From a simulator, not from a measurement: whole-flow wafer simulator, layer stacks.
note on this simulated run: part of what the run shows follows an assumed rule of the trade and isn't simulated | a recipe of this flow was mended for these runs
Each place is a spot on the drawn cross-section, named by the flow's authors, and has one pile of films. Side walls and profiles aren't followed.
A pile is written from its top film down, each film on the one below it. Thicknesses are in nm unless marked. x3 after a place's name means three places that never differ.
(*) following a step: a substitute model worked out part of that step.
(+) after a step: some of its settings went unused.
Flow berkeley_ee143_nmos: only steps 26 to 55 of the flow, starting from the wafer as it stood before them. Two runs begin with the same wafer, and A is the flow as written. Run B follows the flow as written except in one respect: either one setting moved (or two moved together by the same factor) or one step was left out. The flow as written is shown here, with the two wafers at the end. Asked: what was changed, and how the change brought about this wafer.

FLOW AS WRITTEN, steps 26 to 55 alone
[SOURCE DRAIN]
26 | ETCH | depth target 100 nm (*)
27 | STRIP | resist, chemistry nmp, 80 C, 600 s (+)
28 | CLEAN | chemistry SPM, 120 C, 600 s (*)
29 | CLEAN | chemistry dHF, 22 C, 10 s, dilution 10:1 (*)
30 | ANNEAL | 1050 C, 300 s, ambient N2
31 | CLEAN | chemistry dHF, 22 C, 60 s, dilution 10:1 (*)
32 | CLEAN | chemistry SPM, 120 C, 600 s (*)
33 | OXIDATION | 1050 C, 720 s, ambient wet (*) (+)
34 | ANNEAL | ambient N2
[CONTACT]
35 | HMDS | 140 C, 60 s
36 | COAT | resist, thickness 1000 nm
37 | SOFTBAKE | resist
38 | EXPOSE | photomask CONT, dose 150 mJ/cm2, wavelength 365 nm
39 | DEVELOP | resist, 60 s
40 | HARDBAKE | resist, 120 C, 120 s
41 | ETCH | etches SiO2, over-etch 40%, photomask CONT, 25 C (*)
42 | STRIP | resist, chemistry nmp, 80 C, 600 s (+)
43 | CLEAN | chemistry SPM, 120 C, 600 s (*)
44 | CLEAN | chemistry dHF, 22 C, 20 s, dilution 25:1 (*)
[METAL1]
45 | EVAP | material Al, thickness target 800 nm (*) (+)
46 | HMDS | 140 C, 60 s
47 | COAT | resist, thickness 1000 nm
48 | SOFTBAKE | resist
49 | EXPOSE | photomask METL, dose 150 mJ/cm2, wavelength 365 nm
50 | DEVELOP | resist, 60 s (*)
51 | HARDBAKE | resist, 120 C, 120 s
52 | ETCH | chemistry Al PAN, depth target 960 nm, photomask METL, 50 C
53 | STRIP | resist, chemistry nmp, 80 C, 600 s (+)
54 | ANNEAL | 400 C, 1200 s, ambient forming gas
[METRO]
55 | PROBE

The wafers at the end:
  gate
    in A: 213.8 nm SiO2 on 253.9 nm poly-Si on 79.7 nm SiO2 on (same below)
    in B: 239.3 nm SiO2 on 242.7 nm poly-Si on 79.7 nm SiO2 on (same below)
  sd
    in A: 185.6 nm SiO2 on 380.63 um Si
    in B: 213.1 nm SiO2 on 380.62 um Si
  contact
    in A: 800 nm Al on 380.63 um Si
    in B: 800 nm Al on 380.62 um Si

What caused this: step 33, OXIDATION: 1068 C was run, whereas the flow has 1050 C.

The path from the change to this, step by step:
  33 | OXIDATION | 1050 C, 720 s, ambient wet (*) (+)
      sd, contact: A SiO2 gains 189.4 (new film), chemical SiO2 loses 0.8 (all of it), Si loses 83 | B SiO2 gains 217 (new film), chemical SiO2 loses 0.8 (all of it), Si loses 95.1
      gate: A SiO2 gains 217.6 (new film), chemical SiO2 loses 0.8 (all of it), poly-Si loses 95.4 | B SiO2 gains 243.1 (new film), chemical SiO2 loses 0.8 (all of it), poly-Si loses 106.6
      (and at 1 other place as well)
  41 | ETCH | etches SiO2, over-etch 40%, photomask CONT, 25 C (*)
      contact: A SiO2 loses 189.4 (all of it) | B SiO2 loses 217 (all of it)
